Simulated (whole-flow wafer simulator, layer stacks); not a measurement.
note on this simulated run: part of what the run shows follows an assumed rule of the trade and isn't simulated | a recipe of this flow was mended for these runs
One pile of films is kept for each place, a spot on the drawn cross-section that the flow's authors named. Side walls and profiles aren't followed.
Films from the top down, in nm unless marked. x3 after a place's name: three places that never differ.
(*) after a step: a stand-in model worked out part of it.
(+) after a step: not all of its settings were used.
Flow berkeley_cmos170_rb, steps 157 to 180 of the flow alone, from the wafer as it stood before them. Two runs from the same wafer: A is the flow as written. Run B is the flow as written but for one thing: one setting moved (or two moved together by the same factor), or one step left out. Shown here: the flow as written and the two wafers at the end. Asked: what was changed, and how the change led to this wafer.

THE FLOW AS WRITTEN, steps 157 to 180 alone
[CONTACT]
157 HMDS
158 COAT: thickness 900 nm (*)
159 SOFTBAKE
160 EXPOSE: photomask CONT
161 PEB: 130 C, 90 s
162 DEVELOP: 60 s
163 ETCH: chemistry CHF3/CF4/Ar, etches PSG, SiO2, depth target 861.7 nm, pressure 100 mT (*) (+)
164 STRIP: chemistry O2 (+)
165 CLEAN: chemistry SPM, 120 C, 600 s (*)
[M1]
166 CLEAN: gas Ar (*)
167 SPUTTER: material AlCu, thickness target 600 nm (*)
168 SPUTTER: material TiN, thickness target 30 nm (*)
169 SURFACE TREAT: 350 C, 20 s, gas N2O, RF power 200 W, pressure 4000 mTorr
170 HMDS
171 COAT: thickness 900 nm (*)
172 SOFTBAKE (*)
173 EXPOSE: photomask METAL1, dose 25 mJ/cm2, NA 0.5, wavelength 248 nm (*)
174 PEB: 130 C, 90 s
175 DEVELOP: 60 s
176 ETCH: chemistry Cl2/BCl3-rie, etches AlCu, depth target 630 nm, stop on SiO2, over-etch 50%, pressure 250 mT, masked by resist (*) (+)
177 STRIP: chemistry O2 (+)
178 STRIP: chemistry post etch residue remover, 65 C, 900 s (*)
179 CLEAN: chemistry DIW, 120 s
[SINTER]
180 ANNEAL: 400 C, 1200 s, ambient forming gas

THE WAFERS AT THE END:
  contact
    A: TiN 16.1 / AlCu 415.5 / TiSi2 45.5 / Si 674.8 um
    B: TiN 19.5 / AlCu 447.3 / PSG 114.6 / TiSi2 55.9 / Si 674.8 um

The cause: step 163, ETCH: depth target 580 nm was run, where the flow has depth target 861.7 nm.

How the change led to this, step by step:
  163 ETCH: chemistry CHF3/CF4/Ar, etches PSG, SiO2, depth target 861.7 nm, pressure 100 mT (*) (+)
      contact: A PSG -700 (all of it), TiSi2 -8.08 | B PSG -580
      field, sd_n, spacer_n, gate, sd_p, spacer_p, gate_p, m1: A KrF-resist -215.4 | B KrF-resist -145
  164 STRIP: chemistry O2 (+)
      field: A KrF-resist -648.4 (all of it) | B KrF-resist -718.8 (all of it)
      sd_n: A KrF-resist -772.5 (all of it) | B KrF-resist -842.9 (all of it)
      (and at 6 more places)
  166 CLEAN: gas Ar (*)
      contact: A TiSi2 -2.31 | B PSG -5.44
  167 SPUTTER: material AlCu, thickness target 600 nm (*)
      contact: A AlCu +415.5 (new film) | B AlCu +447.3 (new film)
  168 SPUTTER: material TiN, thickness target 30 nm (*)
      contact: A TiN +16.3 (new film) | B TiN +19.7 (new film)
  171 COAT: thickness 900 nm (*)
      sd_n: A KrF-resist +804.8 (new film) | B KrF-resist +838.7 (new film)
      contact: A KrF-resist +1612.7 (new film) | B KrF-resist +1498.4 (new film)
      (and at 1 more place)
  175 DEVELOP: 60 s
      sd_n: A KrF-resist -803 (all of it) | B KrF-resist -836.8 (all of it)
  177 STRIP: chemistry O2 (+)
      contact: A KrF-resist -1121.3 (all of it) | B KrF-resist -1007.3 (all of it)
      m1: A KrF-resist -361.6 (all of it) | B KrF-resist -383.7 (all of it)
